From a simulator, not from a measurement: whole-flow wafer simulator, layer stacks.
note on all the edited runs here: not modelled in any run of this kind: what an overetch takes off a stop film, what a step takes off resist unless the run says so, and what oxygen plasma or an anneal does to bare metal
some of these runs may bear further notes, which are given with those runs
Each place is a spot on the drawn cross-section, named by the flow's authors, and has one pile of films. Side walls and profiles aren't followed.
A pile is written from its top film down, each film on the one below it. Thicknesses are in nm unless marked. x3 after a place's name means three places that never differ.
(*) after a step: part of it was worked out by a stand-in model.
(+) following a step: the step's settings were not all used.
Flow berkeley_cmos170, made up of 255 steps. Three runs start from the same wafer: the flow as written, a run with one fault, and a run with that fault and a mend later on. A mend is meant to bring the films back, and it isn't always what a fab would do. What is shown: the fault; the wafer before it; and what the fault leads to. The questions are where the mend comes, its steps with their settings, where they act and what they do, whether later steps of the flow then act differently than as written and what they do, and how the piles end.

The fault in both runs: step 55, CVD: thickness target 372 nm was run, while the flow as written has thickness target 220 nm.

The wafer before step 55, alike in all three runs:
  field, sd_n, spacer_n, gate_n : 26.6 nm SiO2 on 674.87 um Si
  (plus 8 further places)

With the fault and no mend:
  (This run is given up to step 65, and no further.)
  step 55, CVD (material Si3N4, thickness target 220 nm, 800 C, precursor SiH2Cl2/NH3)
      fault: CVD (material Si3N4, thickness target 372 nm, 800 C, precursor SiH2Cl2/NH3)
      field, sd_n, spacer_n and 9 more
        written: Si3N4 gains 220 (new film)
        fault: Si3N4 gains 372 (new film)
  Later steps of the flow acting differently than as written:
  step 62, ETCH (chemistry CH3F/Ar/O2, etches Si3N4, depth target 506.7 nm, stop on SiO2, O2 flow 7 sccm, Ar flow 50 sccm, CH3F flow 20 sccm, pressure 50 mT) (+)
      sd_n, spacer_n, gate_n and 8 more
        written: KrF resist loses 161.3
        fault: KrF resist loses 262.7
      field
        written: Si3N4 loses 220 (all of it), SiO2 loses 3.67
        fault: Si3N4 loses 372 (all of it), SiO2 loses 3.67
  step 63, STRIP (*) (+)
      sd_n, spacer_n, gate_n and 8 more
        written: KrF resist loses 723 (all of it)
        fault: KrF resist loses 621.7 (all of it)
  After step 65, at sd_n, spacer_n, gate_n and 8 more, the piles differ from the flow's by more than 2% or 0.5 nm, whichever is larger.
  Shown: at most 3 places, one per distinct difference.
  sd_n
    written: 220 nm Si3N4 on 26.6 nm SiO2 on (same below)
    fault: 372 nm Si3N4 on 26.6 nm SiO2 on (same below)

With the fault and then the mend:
  After step 55 comes the mend.
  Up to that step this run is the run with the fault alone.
  step 55a, ETCH (chemistry h3po4, depth target 152 nm)
      field, sd_n, spacer_n and 9 more
        Si3N4 loses 152
  Later steps of the flow that are run all act as written at every place that is followed.
  The piles end the same as the flow's at every place that both follow.
